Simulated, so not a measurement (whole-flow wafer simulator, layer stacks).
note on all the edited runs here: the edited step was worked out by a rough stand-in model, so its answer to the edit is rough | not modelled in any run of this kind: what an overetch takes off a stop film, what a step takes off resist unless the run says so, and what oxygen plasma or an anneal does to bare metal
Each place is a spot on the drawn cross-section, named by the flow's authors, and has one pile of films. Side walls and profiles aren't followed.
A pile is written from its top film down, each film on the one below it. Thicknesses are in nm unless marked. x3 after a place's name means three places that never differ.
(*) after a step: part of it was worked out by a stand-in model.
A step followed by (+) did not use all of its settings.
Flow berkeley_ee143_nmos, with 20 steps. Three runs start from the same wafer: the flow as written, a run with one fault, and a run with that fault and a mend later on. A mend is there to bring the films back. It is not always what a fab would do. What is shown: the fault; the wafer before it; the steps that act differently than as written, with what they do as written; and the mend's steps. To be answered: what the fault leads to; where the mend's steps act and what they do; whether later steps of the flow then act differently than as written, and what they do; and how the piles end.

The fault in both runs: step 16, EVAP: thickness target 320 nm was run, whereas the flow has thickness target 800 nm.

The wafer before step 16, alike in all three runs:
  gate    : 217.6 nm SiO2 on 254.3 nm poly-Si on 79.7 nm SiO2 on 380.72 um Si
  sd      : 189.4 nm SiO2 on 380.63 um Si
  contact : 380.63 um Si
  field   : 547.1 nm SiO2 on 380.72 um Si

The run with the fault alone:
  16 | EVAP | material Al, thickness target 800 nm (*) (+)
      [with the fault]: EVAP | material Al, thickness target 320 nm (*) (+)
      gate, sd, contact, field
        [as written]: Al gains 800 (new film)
        [with the fault]: Al gains 320 (new film)
  Steps later in the flow that act otherwise than as written:
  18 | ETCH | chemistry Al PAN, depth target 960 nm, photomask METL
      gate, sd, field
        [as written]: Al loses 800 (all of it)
        [with the fault]: Al loses 320 (all of it)
  By the end, the piles at contact depart from the flow's by more than 2% or 0.5 nm, whichever is larger.
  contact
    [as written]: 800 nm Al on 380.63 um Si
    [with the fault]: 320 nm Al on 380.63 um Si

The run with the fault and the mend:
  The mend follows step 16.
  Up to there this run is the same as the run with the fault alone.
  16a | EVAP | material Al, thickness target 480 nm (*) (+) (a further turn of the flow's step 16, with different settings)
      gate, sd, contact, field
        Al gains 480
  Later steps of the flow that are run all act as written at every place that is followed.
  The piles end the same as the flow's at every place that both follow.
